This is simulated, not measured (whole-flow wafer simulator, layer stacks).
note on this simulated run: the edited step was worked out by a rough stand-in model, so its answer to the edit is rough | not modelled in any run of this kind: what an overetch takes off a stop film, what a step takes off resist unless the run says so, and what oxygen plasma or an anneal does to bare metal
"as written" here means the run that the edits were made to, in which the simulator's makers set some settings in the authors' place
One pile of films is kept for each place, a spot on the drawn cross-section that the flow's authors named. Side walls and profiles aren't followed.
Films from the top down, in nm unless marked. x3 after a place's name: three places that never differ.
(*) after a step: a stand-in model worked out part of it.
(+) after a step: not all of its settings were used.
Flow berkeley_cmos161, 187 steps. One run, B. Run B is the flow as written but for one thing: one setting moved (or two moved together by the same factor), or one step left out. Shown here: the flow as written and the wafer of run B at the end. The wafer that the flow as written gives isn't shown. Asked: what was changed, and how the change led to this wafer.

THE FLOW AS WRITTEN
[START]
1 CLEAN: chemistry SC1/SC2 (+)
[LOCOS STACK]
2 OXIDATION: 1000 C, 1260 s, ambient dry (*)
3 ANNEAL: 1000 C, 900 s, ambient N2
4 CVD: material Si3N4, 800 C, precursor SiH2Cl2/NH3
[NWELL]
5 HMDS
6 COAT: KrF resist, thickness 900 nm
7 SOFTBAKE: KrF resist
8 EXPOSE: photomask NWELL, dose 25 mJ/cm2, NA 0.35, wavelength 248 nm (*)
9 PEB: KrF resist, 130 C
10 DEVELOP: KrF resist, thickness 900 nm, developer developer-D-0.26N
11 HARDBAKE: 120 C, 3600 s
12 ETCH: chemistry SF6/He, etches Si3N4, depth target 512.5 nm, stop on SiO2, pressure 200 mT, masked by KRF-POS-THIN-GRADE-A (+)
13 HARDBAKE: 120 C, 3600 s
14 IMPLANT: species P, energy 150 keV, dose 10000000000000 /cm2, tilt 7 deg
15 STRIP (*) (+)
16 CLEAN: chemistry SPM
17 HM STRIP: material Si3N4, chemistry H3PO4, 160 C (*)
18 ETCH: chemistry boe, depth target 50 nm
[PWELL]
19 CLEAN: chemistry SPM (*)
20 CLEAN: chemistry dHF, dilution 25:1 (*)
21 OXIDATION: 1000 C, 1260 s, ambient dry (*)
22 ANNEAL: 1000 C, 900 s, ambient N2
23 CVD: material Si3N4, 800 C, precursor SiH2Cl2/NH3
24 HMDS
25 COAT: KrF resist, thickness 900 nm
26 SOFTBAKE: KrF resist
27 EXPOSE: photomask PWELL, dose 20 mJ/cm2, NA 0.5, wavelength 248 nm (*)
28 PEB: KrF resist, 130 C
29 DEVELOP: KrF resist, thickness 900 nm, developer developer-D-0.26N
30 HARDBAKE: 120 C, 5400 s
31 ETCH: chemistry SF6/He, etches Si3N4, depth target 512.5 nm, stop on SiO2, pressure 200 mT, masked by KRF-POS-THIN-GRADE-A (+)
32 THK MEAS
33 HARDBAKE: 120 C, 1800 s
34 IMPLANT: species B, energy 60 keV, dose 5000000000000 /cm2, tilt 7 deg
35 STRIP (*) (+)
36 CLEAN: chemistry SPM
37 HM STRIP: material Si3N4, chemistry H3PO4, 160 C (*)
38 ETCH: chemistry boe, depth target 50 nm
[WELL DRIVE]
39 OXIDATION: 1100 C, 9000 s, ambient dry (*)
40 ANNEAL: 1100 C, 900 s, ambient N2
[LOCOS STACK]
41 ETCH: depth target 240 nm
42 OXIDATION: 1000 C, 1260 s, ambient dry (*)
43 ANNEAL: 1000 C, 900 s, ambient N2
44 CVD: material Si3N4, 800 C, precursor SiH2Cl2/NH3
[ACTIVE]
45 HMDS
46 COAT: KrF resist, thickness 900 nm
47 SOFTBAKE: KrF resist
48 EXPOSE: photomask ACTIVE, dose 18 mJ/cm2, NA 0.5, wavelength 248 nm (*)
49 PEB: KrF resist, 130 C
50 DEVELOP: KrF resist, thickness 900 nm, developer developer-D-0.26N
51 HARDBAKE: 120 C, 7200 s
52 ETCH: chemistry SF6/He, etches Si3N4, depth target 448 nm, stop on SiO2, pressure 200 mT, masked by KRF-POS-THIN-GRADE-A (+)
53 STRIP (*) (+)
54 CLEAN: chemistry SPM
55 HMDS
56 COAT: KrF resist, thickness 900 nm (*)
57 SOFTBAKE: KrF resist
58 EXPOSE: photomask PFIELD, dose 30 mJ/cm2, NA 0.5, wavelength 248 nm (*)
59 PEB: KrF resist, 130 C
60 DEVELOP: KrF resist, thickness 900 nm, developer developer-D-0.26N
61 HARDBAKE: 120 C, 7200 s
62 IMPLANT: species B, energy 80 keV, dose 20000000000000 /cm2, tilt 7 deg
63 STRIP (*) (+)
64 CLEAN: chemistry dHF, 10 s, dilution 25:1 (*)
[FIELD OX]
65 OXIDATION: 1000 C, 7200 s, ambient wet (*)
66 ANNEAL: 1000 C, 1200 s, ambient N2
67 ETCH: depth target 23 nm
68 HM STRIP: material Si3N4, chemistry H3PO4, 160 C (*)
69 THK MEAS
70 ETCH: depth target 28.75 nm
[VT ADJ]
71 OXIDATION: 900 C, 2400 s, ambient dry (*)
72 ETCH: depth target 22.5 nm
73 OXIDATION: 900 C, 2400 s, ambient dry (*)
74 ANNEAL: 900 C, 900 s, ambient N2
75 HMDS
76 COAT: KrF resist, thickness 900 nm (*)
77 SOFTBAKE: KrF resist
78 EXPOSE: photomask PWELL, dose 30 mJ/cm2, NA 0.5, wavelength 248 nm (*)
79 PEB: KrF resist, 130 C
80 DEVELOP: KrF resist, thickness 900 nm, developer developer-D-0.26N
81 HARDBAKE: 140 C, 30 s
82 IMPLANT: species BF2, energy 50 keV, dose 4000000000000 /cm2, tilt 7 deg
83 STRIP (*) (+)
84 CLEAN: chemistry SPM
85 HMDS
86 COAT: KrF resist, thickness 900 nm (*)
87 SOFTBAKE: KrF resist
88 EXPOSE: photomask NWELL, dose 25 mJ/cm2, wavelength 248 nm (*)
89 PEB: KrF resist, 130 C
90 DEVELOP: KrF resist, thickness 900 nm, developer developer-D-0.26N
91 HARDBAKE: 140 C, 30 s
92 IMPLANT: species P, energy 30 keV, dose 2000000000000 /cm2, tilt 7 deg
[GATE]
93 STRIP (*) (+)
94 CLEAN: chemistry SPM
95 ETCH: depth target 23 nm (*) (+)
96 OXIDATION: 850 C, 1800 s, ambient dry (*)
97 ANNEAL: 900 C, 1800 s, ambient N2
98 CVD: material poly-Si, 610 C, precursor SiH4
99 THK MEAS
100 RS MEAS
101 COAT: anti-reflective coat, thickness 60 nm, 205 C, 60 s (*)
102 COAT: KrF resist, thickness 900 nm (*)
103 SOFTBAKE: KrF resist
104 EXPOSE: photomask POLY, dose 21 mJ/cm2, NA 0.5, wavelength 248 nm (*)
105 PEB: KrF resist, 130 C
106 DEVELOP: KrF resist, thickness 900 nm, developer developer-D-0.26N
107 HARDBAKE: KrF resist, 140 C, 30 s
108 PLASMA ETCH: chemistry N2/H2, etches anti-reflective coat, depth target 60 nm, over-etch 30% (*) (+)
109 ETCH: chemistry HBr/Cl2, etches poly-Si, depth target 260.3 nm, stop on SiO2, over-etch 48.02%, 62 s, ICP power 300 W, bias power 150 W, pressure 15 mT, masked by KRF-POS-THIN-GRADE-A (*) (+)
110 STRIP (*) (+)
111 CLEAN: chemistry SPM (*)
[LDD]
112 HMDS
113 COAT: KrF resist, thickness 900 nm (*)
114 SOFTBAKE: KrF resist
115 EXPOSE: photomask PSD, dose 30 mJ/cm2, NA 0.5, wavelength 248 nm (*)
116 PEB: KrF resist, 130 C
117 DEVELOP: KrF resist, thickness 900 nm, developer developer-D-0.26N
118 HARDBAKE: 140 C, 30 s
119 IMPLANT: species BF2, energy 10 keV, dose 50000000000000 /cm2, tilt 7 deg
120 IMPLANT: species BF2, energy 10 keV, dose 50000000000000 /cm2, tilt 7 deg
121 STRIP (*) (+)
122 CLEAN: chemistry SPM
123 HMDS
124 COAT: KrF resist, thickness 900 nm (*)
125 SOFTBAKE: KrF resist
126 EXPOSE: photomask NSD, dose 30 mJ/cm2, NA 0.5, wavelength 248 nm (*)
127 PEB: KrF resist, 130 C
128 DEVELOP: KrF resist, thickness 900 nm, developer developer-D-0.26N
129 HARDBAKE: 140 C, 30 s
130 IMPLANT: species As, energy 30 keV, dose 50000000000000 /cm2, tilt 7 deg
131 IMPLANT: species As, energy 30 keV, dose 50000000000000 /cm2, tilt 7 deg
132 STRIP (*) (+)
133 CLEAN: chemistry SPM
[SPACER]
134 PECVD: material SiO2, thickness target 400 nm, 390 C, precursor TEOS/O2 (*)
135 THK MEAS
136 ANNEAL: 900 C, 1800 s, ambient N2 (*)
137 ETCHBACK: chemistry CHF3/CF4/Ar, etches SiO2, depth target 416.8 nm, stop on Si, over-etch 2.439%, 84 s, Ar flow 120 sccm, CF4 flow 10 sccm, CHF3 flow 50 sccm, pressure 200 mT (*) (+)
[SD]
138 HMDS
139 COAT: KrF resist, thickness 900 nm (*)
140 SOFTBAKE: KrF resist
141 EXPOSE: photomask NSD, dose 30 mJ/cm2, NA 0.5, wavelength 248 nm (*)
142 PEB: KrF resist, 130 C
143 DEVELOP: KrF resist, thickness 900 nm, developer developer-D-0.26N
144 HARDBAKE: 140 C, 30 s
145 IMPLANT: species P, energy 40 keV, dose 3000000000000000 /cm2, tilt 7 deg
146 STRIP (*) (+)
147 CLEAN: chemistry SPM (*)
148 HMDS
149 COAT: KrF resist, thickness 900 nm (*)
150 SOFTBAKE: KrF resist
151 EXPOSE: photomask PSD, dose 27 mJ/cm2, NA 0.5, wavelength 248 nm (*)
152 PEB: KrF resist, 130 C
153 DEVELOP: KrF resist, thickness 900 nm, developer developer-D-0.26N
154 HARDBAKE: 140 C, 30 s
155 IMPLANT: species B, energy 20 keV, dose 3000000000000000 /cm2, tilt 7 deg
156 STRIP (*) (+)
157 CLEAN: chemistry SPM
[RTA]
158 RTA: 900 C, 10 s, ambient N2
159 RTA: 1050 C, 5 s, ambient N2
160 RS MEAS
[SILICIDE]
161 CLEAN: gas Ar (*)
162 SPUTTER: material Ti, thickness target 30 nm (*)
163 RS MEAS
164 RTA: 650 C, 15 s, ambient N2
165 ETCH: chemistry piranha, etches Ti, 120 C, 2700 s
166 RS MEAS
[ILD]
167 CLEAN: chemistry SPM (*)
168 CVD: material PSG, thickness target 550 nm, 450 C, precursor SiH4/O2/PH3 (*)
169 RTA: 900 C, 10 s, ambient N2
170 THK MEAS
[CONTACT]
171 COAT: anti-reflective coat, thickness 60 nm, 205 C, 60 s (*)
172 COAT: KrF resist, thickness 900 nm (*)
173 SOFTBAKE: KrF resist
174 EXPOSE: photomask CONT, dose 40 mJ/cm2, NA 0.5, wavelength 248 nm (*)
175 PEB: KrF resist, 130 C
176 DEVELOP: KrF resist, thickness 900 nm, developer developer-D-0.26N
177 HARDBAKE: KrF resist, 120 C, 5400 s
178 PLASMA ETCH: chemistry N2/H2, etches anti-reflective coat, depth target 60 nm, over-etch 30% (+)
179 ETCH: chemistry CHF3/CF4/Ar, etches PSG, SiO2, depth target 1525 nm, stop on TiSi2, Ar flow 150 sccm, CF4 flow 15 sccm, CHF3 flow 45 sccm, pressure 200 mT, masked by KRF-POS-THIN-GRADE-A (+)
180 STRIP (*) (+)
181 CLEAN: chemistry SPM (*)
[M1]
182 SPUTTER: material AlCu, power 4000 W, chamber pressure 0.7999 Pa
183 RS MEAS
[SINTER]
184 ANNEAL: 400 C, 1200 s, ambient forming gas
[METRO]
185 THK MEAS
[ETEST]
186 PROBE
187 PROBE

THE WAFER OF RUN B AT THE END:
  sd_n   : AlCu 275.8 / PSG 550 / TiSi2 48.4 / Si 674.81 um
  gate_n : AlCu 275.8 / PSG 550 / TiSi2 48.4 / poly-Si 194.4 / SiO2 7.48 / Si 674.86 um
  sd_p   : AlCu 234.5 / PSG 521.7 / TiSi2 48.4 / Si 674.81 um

The cause: step 162, SPUTTER: thickness target 27 nm was run, where the flow has thickness target 30 nm.

How the change led to this, step by step:
  162 SPUTTER: material Ti, thickness target 30 nm (*)
      field, sd_n, spacer_n and 6 more: Ti +27 (new film) (as written it would be: Ti +30 (new film))
  164 RTA: 650 C, 15 s, ambient N2
      sd_n, sd_p, contact, m1: Ti -21.1, TiSi first +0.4 (new film), TiSi2 C49 +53 (new film), Si -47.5 (as written it would be: Ti -23.4, TiSi first +6.2 (new film), TiSi2 C49 +50.3 (new film), Si -49)
      gate_n, gate_p: Ti -21.1, TiSi first +0.4 (new film), TiSi2 C49 +53 (new film), poly-Si -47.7 (as written it would be: Ti -23.4, TiSi first +6.2 (new film), TiSi2 C49 +50.3 (new film), poly-Si -49.2)
  165 ETCH: chemistry piranha, etches Ti, 120 C, 2700 s
      sd_n, gate_n, sd_p, gate_p, contact, m1: Ti -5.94 (all of it), TiSi first -0.4 (all of it), TiSi2 C49 -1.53 (as written it would be: Ti -6.6 (all of it), TiSi first -1.93)
      field, spacer_n, spacer_p: Ti -27 (all of it) (as written it would be: Ti -30 (all of it))
  169 RTA: 900 C, 10 s, ambient N2
      sd_n, sd_p, contact, m1: under 1 film: TiSi2 +48.4 (new film), TiSi2 C49 -51.4 (all of it) (as written it would be: under 1 film: TiSi2 +53.3 (new film), TiSi first -4.27 (all of it), TiSi2 C49 -50.3 (all of it), Si -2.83)
      gate_n, gate_p: under 1 film: TiSi2 +48.4 (new film), TiSi2 C49 -51.4 (all of it) (as written it would be: under 1 film: TiSi2 +53.3 (new film), TiSi first -4.27 (all of it), TiSi2 C49 -50.3 (all of it), poly-Si -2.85)
